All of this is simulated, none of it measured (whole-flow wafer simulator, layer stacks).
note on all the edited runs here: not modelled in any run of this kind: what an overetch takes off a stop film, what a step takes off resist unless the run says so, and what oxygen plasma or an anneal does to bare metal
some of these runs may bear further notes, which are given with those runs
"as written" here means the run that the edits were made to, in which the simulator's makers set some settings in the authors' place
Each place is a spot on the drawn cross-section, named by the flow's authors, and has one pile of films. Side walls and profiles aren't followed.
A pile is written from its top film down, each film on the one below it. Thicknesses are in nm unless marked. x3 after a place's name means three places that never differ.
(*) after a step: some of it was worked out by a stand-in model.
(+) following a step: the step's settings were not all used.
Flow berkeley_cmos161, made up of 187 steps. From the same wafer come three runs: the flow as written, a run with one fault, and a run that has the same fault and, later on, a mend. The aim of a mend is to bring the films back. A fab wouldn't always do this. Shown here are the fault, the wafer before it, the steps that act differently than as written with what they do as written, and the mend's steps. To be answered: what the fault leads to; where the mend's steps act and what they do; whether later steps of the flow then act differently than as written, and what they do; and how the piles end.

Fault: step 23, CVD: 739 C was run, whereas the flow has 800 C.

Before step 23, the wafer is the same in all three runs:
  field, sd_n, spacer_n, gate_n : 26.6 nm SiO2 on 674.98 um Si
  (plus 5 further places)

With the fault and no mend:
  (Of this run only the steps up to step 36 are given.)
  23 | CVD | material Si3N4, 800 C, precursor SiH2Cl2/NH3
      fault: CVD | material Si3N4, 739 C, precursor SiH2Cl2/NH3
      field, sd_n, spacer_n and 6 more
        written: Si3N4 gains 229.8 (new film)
        fault: Si3N4 gains 97.9 (new film)
  Steps further on in the flow that do not act as written (1 more step, not shown, differs only slightly: by at most 2% or 0.5 nm, whichever is larger):
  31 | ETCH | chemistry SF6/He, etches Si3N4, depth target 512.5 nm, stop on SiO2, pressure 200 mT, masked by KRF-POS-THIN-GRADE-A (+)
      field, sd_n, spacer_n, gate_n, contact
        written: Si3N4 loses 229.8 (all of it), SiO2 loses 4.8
        fault: Si3N4 loses 97.9 (all of it), SiO2 loses 4.8
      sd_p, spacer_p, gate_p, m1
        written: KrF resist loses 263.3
        fault: KrF resist loses 119.9
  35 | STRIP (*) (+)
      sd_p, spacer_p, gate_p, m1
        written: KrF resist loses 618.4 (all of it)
        fault: KrF resist loses 761.6 (all of it)
  The piles after step 36 differ from the flow's at sd_p, spacer_p, gate_p, m1 by more than 2% or 0.5 nm, whichever is larger.
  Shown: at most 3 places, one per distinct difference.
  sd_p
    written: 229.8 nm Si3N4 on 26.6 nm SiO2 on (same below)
    fault: 97.9 nm Si3N4 on 26.6 nm SiO2 on (same below)

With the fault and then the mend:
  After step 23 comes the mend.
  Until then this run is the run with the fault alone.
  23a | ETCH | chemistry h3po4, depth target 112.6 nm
      field, sd_n, spacer_n and 6 more
        Si3N4 loses 97.9 (all of it)
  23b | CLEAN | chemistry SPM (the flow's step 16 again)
      leaves every film unchanged at each place that is followed
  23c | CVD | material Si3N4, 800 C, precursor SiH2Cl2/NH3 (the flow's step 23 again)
      field, sd_n, spacer_n and 6 more
        Si3N4 gains 229.8 (new film)
  Every later step of the flow that is run acts as written at every place that is followed.
  The piles end the same as the flow's at every place that both follow.
